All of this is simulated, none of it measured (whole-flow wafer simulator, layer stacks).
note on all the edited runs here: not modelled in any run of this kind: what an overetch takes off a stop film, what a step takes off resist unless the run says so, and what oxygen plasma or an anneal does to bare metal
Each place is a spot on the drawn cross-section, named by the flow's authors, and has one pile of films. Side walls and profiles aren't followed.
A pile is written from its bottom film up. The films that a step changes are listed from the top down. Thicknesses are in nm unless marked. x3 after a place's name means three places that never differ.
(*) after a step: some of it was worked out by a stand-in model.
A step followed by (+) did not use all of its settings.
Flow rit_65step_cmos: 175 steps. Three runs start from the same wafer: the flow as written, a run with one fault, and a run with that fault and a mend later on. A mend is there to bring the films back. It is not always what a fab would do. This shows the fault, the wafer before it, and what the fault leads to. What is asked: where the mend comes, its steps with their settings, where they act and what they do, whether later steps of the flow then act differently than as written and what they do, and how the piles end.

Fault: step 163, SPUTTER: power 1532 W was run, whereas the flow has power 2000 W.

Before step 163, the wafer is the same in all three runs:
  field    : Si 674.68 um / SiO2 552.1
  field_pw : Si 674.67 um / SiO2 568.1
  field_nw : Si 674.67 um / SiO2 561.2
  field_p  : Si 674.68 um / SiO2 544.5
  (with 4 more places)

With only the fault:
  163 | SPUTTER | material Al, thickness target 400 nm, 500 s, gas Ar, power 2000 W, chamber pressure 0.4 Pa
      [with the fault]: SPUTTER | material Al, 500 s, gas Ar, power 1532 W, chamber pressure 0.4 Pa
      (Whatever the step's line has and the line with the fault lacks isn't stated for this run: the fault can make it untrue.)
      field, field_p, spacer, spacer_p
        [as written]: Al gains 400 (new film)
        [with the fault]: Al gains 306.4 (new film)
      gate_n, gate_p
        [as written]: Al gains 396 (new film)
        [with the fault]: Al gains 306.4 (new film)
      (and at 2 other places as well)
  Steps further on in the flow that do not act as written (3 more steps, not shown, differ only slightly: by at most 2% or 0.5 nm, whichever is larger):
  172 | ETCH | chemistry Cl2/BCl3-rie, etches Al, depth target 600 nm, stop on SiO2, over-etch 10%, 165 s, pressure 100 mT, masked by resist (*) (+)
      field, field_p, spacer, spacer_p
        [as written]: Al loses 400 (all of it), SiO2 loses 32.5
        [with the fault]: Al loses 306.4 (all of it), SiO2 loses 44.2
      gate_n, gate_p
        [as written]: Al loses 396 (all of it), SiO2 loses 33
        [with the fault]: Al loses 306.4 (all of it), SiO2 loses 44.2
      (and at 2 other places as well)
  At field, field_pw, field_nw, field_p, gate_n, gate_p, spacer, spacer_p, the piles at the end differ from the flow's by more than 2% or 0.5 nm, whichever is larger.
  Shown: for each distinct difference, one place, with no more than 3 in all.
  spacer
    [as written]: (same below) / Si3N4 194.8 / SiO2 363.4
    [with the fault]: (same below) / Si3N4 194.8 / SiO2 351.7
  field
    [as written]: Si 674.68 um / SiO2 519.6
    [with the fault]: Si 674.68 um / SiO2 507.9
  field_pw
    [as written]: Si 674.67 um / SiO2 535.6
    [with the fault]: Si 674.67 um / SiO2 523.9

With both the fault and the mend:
  The mend follows step 164.
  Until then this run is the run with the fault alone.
  164a | ETCH | chemistry al pan, depth target 353.2 nm
      field, field_p, gate_n, gate_p, spacer, spacer_p
        Al loses 306.4 (all of it)
      field_pw
        Al loses 306.2 (all of it)
      field_nw
        Al loses 306.1 (all of it)
  164b | SPUTTER | material Al, thickness target 400 nm, 500 s, gas Ar, power 2000 W, chamber pressure 0.4 Pa (the flow's step 163, run once more)
      field, field_pw, field_p, spacer, spacer_p
        Al gains 400 (new film)
      gate_n, gate_p
        Al gains 396 (new film)
      field_nw
        Al gains 397.2 (new film)
  None of the later steps of the flow acts differently than as written at any place that is followed.
  The piles end the same as the flow's at every place that both follow.
